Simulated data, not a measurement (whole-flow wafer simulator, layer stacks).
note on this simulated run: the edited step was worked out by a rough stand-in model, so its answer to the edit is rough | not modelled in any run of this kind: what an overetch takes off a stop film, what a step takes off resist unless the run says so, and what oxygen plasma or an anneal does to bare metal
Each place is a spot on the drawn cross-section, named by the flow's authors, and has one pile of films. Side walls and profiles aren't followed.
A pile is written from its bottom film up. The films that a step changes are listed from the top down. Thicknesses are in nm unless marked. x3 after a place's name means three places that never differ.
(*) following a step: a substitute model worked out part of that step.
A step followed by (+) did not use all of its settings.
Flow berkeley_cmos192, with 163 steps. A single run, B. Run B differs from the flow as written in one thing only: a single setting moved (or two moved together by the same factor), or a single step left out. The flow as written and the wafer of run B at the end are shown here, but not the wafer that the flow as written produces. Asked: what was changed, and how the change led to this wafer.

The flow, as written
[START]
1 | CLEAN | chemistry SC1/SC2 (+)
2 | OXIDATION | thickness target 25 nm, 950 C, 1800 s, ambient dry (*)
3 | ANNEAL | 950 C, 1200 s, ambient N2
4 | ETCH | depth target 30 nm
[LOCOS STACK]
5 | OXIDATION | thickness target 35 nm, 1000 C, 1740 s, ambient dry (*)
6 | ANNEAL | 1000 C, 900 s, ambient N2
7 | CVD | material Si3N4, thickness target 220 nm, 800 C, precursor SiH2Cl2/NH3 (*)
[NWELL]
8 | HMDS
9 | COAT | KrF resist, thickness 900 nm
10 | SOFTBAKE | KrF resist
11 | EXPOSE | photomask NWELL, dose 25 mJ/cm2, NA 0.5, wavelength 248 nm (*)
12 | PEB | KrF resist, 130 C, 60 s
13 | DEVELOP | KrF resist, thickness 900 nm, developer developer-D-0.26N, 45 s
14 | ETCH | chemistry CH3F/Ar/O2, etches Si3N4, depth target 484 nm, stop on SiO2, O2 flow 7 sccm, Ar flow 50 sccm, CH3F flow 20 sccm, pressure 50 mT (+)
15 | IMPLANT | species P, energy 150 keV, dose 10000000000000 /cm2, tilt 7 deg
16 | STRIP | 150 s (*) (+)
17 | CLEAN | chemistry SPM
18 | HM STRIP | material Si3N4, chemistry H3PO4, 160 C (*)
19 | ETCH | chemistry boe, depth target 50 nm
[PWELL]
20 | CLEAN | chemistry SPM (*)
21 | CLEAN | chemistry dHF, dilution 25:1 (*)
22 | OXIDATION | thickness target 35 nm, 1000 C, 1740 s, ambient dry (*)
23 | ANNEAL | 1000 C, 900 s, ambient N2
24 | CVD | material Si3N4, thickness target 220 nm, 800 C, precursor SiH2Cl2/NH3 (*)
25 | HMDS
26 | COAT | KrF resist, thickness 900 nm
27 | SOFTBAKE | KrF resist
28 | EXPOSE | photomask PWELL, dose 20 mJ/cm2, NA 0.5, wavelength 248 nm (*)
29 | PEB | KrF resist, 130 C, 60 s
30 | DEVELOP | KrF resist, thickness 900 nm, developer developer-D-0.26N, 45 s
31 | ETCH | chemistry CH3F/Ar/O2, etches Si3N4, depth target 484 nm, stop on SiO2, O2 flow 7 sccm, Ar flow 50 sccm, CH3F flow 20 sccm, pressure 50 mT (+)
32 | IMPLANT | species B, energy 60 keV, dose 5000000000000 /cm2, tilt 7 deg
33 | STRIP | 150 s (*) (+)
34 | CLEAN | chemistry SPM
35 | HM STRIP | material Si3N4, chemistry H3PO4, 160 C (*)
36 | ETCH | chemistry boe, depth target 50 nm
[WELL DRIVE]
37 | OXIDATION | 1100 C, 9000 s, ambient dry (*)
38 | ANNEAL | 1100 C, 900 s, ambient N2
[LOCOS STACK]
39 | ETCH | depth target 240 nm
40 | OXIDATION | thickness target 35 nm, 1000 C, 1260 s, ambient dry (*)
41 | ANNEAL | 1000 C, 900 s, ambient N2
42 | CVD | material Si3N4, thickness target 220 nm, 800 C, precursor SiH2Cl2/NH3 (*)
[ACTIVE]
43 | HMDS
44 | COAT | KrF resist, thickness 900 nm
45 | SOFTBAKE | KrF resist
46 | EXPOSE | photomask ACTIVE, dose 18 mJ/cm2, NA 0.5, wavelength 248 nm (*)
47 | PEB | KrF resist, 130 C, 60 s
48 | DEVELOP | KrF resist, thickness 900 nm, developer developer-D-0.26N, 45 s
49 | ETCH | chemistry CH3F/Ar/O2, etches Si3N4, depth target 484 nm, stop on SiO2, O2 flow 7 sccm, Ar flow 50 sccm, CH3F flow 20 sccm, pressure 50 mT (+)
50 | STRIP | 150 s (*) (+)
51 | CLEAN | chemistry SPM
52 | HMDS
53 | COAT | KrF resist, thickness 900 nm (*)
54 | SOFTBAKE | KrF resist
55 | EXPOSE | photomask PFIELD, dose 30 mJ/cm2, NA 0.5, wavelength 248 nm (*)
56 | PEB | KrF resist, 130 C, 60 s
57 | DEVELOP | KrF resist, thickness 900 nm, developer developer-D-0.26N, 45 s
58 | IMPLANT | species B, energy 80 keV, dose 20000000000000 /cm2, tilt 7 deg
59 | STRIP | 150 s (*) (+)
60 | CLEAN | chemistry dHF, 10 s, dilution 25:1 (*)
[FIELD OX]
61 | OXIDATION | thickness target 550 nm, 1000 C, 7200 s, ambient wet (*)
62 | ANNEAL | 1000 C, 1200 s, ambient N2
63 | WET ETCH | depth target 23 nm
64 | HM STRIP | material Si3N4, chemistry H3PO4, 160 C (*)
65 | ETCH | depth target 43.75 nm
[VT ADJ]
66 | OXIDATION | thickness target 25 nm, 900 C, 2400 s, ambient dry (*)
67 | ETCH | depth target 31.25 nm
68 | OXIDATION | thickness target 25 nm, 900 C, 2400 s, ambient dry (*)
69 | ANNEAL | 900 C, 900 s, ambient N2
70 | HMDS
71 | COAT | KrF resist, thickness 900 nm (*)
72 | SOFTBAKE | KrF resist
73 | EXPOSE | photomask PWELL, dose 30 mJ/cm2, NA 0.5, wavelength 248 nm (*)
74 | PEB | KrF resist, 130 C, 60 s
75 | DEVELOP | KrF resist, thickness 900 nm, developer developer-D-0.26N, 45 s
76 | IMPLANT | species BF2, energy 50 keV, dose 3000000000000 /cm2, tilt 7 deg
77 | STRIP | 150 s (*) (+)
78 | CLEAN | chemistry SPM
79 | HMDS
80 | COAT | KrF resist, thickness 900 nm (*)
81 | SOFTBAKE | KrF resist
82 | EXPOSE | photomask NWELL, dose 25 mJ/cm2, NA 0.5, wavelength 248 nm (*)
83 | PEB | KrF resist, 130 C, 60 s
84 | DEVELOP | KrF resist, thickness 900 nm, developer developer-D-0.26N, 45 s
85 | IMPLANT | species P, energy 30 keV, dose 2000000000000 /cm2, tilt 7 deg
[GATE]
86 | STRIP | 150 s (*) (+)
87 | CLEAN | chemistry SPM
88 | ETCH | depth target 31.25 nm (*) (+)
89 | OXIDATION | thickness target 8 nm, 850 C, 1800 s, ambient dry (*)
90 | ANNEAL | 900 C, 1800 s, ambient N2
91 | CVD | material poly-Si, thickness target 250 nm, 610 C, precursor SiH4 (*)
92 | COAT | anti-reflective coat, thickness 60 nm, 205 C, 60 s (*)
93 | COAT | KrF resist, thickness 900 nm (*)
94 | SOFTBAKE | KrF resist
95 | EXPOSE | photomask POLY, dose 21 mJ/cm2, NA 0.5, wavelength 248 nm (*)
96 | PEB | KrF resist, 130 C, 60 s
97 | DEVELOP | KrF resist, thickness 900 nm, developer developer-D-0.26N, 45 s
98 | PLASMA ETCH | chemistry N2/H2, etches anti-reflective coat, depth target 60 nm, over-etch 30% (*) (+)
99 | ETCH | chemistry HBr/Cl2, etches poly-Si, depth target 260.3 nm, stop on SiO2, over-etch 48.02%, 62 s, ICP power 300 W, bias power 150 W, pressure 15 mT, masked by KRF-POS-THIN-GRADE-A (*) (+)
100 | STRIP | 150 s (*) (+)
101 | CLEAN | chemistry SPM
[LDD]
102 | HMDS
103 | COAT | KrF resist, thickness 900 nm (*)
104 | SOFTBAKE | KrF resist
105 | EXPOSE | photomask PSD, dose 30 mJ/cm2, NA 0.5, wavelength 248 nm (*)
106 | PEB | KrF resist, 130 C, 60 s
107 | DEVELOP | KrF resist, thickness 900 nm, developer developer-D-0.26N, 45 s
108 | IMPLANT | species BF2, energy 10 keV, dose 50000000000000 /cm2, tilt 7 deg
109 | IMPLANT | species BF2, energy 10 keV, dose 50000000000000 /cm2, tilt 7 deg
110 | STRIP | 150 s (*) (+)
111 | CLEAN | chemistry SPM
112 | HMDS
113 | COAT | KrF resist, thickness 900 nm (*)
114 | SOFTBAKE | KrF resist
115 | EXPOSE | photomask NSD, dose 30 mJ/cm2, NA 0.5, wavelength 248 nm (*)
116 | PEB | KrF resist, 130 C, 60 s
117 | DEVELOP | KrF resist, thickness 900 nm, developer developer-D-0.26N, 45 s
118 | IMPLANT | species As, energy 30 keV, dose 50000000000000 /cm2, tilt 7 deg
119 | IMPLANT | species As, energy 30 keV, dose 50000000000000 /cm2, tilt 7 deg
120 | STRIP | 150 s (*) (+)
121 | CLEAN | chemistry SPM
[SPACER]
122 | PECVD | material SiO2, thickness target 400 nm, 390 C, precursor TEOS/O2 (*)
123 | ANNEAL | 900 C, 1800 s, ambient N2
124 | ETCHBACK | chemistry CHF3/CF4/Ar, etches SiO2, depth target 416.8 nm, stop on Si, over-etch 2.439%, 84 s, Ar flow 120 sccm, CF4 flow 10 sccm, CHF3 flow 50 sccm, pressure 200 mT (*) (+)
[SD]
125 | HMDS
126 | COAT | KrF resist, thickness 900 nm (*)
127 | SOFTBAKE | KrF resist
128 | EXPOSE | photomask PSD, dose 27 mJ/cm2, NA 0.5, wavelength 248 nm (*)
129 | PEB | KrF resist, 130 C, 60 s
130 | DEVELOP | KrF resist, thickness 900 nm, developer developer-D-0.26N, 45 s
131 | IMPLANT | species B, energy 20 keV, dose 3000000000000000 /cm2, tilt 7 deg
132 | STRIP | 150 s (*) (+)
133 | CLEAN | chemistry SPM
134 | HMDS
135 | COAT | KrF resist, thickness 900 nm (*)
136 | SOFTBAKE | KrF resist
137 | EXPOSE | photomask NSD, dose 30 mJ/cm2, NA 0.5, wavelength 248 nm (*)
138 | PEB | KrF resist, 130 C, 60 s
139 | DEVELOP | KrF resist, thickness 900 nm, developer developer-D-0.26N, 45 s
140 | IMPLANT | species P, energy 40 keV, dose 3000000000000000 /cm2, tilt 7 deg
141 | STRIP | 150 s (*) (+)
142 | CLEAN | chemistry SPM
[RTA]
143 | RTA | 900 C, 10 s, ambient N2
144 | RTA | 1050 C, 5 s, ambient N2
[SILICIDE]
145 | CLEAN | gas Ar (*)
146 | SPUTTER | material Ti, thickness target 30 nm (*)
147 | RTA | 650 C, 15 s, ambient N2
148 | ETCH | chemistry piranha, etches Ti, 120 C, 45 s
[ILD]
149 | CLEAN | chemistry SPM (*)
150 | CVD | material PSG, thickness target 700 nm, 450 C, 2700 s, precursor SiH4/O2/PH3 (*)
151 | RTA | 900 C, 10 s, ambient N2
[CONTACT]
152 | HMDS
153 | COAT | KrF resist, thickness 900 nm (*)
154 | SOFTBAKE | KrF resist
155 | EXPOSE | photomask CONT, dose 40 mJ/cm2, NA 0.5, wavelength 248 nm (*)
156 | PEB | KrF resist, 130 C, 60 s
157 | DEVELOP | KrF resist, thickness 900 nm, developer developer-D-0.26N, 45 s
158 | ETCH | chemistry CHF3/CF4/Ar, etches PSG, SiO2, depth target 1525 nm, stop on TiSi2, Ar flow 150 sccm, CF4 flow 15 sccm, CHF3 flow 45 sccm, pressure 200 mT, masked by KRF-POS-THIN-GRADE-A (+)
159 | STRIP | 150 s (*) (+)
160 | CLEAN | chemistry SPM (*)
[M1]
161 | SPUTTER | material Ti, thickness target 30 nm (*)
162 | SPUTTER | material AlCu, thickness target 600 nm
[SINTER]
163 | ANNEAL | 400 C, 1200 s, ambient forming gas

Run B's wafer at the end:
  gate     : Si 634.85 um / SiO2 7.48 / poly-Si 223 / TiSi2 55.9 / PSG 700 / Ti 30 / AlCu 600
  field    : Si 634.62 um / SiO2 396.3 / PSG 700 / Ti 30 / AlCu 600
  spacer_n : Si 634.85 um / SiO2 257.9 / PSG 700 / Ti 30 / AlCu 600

What caused this: step 91, CVD: thickness target 282 nm was run, though the flow has thickness target 250 nm.

The path from the change to this, step by step:
  91 | CVD | material poly-Si, thickness target 250 nm, 610 C, precursor SiH4 (*)
      field, sd_n, spacer_n and 6 more: poly-Si gains 282 (new film) (as written it would have been: poly-Si gains 250 (new film))
  99 | ETCH | chemistry HBr/Cl2, etches poly-Si, depth target 260.3 nm, stop on SiO2, over-etch 48.02%, 62 s, ICP power 300 W, bias power 150 W, pressure 15 mT, masked by KRF-POS-THIN-GRADE-A (*) (+)
      spacer_n, spacer_p: poly-Si loses 277.7 (all of it), SiO2 loses 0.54 (as written it would have been: poly-Si loses 245.8 (all of it), SiO2 loses 1.74)
      field: poly-Si loses 277.8 (all of it), SiO2 loses 0.54 (as written it would have been: poly-Si loses 245.8 (all of it), SiO2 loses 1.74)
      (also at 4 further places)
  103 | COAT | KrF resist, thickness 900 nm (*)
      gate: KrF resist gains 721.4 (new film) (as written it would have been: KrF resist gains 748 (new film))
      gate_p: KrF resist gains 717.5 (new film) (as written it would have been: KrF resist gains 744.1 (new film))
  107 | DEVELOP | KrF resist, thickness 900 nm, developer developer-D-0.26N, 45 s
      gate_p: KrF resist loses 716.4 (all of it) (as written it would have been: KrF resist loses 742.9 (all of it))
  110 | STRIP | 150 s (*) (+)
      gate: KrF resist loses 706.1 (all of it), chemical SiO2 gains 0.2, poly-Si loses 0.09 (as written it would have been: KrF resist loses 732.7 (all of it), chemical SiO2 gains 0.2, poly-Si loses 0.09)
  113 | COAT | KrF resist, thickness 900 nm (*)
      gate: KrF resist gains 721.4 (new film) (as written it would have been: KrF resist gains 747.9 (new film))
      gate_p: KrF resist gains 717.4 (new film) (as written it would have been: KrF resist gains 743.9 (new film))
  117 | DEVELOP | KrF resist, thickness 900 nm, developer developer-D-0.26N, 45 s
      gate: KrF resist loses 720.3 (all of it) (as written it would have been: KrF resist loses 746.8 (all of it))
  120 | STRIP | 150 s (*) (+)
      gate_p: KrF resist loses 702.1 (all of it), chemical SiO2 gains 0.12, poly-Si loses 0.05 (as written it would have been: KrF resist loses 728.6 (all of it), chemical SiO2 gains 0.12, poly-Si loses 0.05)
  124 | ETCHBACK | chemistry CHF3/CF4/Ar, etches SiO2, depth target 416.8 nm, stop on Si, over-etch 2.439%, 84 s, Ar flow 120 sccm, CF4 flow 10 sccm, CHF3 flow 50 sccm, pressure 200 mT (*) (+)
      spacer_n: SiO2 loses 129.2 (as written it would have been: SiO2 loses 160)
      spacer_p: SiO2 loses 129.1 (as written it would have been: SiO2 loses 159.9)
  126 | COAT | KrF resist, thickness 900 nm (*)
      spacer_n: KrF resist gains 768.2 (new film) (as written it would have been: KrF resist gains 791.6 (new film))
      gate: KrF resist gains 748.7 (new film) (as written it would have been: KrF resist gains 771.5 (new film))
      (also at 2 further places)
  130 | DEVELOP | KrF resist, thickness 900 nm, developer developer-D-0.26N, 45 s
      spacer_p: KrF resist loses 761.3 (all of it) (as written it would have been: KrF resist loses 784.6 (all of it))
      gate_p: KrF resist loses 741.6 (all of it) (as written it would have been: KrF resist loses 764.3 (all of it))
  132 | STRIP | 150 s (*) (+)
      spacer_n: KrF resist loses 752.8 (all of it) (as written it would have been: KrF resist loses 776.1 (all of it))
      gate: chemical SiO2 gains 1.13 (new film), KrF resist loses 733.3 (all of it), poly-Si loses 0.5 (as written it would have been: chemical SiO2 gains 1.13 (new film), KrF resist loses 756.1 (all of it), poly-Si loses 0.5)
  135 | COAT | KrF resist, thickness 900 nm (*)
      spacer_n: KrF resist gains 768.5 (new film) (as written it would have been: KrF resist gains 791.1 (new film))
      gate: KrF resist gains 748.3 (new film) (as written it would have been: KrF resist gains 770.3 (new film))
      (also at 2 further places)
  139 | DEVELOP | KrF resist, thickness 900 nm, developer developer-D-0.26N, 45 s
      spacer_n: KrF resist loses 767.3 (all of it) (as written it would have been: KrF resist loses 789.9 (all of it))
      gate: KrF resist loses 747.1 (all of it) (as written it would have been: KrF resist loses 769.1 (all of it))
  141 | STRIP | 150 s (*) (+)
      spacer_p: KrF resist loses 747.5 (all of it) (as written it would have been: KrF resist loses 770.2 (all of it))
      gate_p: KrF resist loses 727 (all of it), chemical SiO2 gains 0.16 (as written it would have been: KrF resist loses 749.1 (all of it), chemical SiO2 gains 0.16)
  153 | COAT | KrF resist, thickness 900 nm (*)
      spacer_n: KrF resist gains 812.5 (new film) (as written it would have been: KrF resist gains 829.8 (new film))
      spacer_p: KrF resist gains 798.5 (new film) (as written it would have been: KrF resist gains 815.2 (new film))
  159 | STRIP | 150 s (*) (+)
      spacer_n: KrF resist loses 603 (all of it) (as written it would have been: KrF resist loses 620.3 (all of it))
      gate: KrF resist loses 584.8 (all of it) (as written it would have been: KrF resist loses 600.1 (all of it))
      (also at 2 further places)
